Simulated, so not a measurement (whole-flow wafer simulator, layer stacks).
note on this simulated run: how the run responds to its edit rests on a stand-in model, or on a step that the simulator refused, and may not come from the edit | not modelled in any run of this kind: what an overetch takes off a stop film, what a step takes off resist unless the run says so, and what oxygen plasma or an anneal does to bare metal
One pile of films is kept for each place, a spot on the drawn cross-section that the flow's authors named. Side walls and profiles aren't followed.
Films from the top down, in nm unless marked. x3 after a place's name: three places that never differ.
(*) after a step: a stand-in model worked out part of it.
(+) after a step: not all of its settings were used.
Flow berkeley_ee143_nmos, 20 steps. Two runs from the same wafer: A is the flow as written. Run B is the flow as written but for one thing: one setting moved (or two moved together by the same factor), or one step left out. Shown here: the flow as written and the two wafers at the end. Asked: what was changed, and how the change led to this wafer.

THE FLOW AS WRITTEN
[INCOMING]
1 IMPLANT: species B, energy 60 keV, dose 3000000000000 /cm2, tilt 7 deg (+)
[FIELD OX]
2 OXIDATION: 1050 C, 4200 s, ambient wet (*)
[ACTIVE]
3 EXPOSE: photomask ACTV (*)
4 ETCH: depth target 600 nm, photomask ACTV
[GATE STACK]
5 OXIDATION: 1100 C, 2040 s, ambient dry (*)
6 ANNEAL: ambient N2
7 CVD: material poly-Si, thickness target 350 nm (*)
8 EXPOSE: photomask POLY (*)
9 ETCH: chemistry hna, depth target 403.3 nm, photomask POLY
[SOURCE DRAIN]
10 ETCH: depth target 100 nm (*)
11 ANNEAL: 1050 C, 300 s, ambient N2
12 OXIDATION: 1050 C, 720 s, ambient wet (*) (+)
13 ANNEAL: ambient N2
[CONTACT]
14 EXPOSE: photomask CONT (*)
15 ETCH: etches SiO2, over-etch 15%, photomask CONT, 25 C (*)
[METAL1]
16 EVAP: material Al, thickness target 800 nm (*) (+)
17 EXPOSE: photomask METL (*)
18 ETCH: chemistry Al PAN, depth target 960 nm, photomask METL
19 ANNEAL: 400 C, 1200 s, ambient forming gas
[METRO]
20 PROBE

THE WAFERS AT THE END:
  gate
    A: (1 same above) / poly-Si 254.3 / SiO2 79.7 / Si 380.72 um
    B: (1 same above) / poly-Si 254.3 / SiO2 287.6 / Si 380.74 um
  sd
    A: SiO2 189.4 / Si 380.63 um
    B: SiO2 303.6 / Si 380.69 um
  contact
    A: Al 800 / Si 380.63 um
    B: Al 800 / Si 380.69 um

The cause: step 4, ETCH: depth target 300 nm was run, where the flow has depth target 600 nm.

How the change led to this, step by step:
  4 ETCH: depth target 600 nm, photomask ACTV
      gate, sd, contact: A SiO2 -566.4 (all of it) | B SiO2 -300
  5 OXIDATION: 1100 C, 2040 s, ambient dry (*)
      gate, sd, contact: A SiO2 +79.7 (new film), Si -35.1 | B SiO2 +21.2, Si -9.33
  10 ETCH: depth target 100 nm (*)
      sd, contact: A SiO2 -79.7 (all of it) | B SiO2 -100
  12 OXIDATION: 1050 C, 720 s, ambient wet (*) (+)
      sd, contact: A SiO2 +189.4 (new film), Si -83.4 | B SiO2 +116, Si -51.1
  15 ETCH: etches SiO2, over-etch 15%, photomask CONT, 25 C (*)
      contact: A SiO2 -189.4 (all of it) | B SiO2 -303.6 (all of it)
